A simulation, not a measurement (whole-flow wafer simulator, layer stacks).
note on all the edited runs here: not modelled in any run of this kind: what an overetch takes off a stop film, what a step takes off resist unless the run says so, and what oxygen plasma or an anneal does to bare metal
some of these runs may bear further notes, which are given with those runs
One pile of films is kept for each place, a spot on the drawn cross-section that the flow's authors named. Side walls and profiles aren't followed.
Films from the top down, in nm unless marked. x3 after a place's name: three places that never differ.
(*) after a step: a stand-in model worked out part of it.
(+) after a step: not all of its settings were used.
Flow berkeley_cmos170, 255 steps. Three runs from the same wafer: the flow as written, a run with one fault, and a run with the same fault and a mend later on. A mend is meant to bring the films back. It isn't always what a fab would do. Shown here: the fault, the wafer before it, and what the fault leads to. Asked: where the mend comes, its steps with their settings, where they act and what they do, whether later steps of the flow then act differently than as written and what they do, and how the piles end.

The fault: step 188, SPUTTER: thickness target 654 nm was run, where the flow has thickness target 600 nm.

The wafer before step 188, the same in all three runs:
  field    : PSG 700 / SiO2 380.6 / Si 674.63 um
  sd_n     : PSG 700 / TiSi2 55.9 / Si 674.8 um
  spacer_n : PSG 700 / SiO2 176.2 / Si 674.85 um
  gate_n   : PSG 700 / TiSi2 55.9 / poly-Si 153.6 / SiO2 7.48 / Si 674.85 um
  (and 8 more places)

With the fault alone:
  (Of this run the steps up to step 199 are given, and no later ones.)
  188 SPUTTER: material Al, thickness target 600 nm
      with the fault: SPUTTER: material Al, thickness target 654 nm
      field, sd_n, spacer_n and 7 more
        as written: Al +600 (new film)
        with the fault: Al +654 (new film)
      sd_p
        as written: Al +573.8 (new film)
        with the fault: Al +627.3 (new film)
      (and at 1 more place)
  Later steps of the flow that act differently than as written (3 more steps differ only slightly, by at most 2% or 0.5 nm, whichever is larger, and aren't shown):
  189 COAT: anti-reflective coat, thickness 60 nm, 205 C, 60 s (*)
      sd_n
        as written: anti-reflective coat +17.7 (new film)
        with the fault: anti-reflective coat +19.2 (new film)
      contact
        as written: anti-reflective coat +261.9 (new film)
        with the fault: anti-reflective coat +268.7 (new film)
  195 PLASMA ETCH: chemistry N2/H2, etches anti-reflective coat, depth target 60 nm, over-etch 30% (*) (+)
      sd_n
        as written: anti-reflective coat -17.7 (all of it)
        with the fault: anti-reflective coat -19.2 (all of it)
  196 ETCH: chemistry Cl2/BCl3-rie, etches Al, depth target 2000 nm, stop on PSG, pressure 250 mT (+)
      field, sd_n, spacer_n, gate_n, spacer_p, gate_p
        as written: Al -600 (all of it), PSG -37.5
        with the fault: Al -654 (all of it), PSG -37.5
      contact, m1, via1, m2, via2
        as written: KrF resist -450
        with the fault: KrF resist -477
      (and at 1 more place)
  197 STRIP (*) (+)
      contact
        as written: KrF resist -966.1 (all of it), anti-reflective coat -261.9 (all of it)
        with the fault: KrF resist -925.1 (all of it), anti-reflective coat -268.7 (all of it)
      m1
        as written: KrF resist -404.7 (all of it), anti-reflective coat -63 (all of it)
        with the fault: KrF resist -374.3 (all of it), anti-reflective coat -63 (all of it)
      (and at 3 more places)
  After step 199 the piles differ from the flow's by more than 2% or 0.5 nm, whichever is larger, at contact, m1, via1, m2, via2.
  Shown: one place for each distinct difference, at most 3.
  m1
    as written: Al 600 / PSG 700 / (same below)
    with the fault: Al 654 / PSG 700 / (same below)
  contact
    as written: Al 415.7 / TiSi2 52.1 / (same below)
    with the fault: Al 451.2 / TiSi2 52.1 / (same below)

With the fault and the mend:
  The mend comes after step 188.
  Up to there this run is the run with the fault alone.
  188a ETCH: chemistry al pan, depth target 752.2 nm
      field, sd_n, spacer_n and 7 more
        Al -654 (all of it)
      sd_p
        Al -627.3 (all of it)
      contact
        Al -451.2 (all of it)
  188b SPUTTER: material Al, thickness target 600 nm (the flow's step 188 once more)
      field, sd_n, spacer_n and 7 more
        Al +600 (new film)
      sd_p
        Al +573.8 (new film)
      contact
        Al +415.7 (new film)
  No later step of the flow acts differently than as written at any place that is followed.
  At the end the piles are the same as the flow's at every place that both follow.
